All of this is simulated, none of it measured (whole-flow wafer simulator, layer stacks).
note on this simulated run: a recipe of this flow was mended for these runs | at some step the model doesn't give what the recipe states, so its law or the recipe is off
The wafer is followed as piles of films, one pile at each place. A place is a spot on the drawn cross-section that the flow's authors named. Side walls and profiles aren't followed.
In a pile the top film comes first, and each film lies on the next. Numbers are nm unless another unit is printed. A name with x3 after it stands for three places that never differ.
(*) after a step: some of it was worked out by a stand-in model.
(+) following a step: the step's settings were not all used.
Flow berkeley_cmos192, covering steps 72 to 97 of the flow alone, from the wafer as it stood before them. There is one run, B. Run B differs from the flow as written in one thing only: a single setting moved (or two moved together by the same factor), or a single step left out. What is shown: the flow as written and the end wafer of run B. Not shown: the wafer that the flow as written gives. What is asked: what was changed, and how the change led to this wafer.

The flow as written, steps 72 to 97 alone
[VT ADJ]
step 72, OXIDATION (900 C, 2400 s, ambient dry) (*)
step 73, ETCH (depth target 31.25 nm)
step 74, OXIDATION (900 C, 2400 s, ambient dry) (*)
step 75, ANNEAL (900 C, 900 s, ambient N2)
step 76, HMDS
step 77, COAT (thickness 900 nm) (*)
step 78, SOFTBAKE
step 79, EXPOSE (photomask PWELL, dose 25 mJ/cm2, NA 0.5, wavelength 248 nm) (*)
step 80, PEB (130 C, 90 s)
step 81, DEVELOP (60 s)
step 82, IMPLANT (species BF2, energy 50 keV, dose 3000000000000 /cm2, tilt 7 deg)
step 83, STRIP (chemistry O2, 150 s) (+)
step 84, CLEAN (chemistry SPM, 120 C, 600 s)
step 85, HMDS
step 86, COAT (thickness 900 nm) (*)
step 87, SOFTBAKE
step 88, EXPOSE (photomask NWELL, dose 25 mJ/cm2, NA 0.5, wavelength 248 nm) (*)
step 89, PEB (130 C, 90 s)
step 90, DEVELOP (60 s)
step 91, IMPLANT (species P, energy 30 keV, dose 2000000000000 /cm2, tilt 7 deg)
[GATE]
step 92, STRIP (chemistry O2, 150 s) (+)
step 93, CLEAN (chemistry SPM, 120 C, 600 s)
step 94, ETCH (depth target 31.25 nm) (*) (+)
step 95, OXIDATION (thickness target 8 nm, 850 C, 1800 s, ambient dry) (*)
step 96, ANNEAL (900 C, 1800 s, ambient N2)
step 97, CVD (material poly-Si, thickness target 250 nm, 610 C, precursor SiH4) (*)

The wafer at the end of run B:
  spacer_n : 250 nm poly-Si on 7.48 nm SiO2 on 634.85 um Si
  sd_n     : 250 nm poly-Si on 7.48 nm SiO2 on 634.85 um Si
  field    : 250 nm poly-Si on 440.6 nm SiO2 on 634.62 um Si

What caused this: step 73, ETCH: depth target 6.25 nm was run, whereas the flow has depth target 31.25 nm.

How this came from the change, step by step:
  step 73, ETCH (depth target 31.25 nm)
      sd_n, spacer_n, gate, sd_p, spacer_p, gate_p, contact, m1: -6.25 SiO2 (in the flow as written it would be: -14.9 SiO2 (all of it))
      field: -6.25 SiO2 (in the flow as written it would be: -31.2 SiO2)
  step 74, OXIDATION (900 C, 2400 s, ambient dry) (*)
      sd_n, spacer_n, gate, sd_p, spacer_p, gate_p, contact, m1: +9.96 SiO2, -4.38 Si (in the flow as written it would be: +14.9 SiO2 (new film), -6.57 Si)
  step 94, ETCH (depth target 31.25 nm) (*) (+)
      sd_n, spacer_n, gate, sd_p, spacer_p, gate_p, contact, m1: -18.6 SiO2 (all of it) (in the flow as written it would be: -14.9 SiO2 (all of it))
